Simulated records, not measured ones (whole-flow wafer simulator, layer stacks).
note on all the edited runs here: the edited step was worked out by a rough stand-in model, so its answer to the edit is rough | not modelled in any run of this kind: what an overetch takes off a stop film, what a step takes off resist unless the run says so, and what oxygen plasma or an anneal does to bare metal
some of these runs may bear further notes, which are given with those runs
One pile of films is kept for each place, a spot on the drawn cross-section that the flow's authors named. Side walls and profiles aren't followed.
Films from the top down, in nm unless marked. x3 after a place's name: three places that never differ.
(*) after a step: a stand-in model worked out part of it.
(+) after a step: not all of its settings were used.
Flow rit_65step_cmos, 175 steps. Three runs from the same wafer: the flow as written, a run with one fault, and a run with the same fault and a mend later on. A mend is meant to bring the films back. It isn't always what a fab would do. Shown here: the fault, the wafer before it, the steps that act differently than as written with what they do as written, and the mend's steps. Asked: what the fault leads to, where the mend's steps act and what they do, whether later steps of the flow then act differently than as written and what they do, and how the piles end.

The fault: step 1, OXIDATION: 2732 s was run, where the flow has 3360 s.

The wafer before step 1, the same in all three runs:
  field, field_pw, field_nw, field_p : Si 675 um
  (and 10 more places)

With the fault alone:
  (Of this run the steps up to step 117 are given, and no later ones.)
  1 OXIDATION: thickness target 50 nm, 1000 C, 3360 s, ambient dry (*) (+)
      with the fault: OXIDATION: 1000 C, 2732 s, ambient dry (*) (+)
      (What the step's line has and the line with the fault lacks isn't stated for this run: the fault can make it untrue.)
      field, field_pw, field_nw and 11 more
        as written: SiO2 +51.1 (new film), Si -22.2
        with the fault: SiO2 +45.5 (new film), Si -19.8
  Later steps of the flow that act differently than as written (35 more steps differ only slightly, by at most 2% or 0.5 nm, whichever is larger, and aren't shown):
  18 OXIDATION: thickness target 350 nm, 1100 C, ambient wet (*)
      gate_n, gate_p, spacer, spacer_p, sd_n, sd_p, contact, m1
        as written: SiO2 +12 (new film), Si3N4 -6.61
        with the fault: SiO2 +12 (new film), Si3N4 -6.61, SiO2 +0.02
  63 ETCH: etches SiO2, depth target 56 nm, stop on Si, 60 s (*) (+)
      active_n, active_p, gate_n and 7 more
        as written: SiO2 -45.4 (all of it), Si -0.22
        with the fault: SiO2 -39.9 (all of it), Si -0.33
  After step 117 the piles differ from the flow's only slightly at the places that both follow, by at most 2% or 0.5 nm, whichever is larger.

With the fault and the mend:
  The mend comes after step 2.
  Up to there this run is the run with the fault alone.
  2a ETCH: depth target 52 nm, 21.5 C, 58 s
      field, field_pw, field_nw and 11 more
        SiO2 -45.5 (all of it)
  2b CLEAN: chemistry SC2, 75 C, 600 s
      field, field_pw, field_nw and 11 more
        chemical SiO2 +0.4 (new film), Si -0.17
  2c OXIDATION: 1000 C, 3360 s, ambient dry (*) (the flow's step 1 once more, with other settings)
      field, field_pw, field_nw and 11 more
        SiO2 +51 (new film), chemical SiO2 -0.4 (all of it), Si -22.3
  Later steps of the flow that act differently than as written (18 more steps differ only slightly, by at most 2% or 0.5 nm, whichever is larger, and aren't shown):
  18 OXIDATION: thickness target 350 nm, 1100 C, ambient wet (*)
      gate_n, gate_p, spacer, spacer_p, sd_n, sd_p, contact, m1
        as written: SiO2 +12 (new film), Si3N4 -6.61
        with the mend: SiO2 +12 (new film), Si3N4 -6.61, SiO2 +0.03
  At the end the piles differ from the flow's only slightly at the places that both follow, by at most 2% or 0.5 nm, whichever is larger.
